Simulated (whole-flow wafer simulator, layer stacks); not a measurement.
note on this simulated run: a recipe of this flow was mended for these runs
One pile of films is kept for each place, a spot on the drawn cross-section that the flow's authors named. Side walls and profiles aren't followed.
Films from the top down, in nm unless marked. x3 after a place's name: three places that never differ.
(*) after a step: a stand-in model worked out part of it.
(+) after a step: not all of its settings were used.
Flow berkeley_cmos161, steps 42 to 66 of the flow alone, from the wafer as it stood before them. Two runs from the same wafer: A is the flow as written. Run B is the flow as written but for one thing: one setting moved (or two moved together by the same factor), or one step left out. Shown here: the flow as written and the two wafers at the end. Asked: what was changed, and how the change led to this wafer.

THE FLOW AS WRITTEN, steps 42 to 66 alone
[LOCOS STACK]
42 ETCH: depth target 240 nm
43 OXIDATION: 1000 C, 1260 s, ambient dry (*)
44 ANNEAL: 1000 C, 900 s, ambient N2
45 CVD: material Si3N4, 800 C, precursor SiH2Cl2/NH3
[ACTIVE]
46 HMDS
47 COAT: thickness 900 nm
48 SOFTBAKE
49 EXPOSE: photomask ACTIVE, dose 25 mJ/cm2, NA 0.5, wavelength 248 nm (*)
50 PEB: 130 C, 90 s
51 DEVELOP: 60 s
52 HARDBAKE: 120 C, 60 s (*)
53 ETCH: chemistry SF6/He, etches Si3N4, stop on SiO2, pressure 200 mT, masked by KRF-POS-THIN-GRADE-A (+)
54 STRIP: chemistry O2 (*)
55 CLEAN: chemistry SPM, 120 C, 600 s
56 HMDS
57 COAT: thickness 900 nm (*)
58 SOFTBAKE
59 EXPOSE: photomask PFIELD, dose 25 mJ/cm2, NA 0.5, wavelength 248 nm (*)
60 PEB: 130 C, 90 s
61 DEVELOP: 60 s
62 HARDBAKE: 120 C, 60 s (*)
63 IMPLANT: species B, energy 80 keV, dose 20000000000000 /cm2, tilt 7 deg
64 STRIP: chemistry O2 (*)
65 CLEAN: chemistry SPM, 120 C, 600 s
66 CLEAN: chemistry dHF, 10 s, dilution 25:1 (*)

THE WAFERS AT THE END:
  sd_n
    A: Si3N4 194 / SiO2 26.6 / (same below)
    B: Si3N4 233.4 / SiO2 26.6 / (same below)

The cause: step 45, CVD: 820 C was run, where the flow has 800 C.

How the change led to this, step by step:
  45 CVD: material Si3N4, 800 C, precursor SiH2Cl2/NH3
      field, sd_n, spacer_n and 6 more: A Si3N4 +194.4 (new film) | B Si3N4 +233.8 (new film)
  53 ETCH: chemistry SF6/He, etches Si3N4, stop on SiO2, pressure 200 mT, masked by KRF-POS-THIN-GRADE-A (+)
      sd_n, spacer_n, gate_n, sd_p, spacer_p, gate_p, contact, m1: A KrF-resist -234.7 | B KrF-resist -277.5
      field: A Si3N4 -194.4 (all of it), SiO2 -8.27 | B Si3N4 -233.8 (all of it), SiO2 -8.27
  54 STRIP: chemistry O2 (*)
      sd_n, spacer_n, gate_n, sd_p, spacer_p, gate_p, contact, m1: A KrF-resist -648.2 (all of it) | B KrF-resist -605.5 (all of it)
  57 COAT: thickness 900 nm (*)
      sd_n: A KrF-resist +796.1 (new film) | B KrF-resist +776.1 (new film)
      sd_p: A KrF-resist +813.7 (new film) | B KrF-resist +797.2 (new film)
      (and at 1 more place)
  64 STRIP: chemistry O2 (*)
      sd_n: A KrF-resist -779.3 (all of it) | B KrF-resist -759.4 (all of it)
      sd_p: A KrF-resist -796.9 (all of it) | B KrF-resist -780.4 (all of it)
      (and at 1 more place)
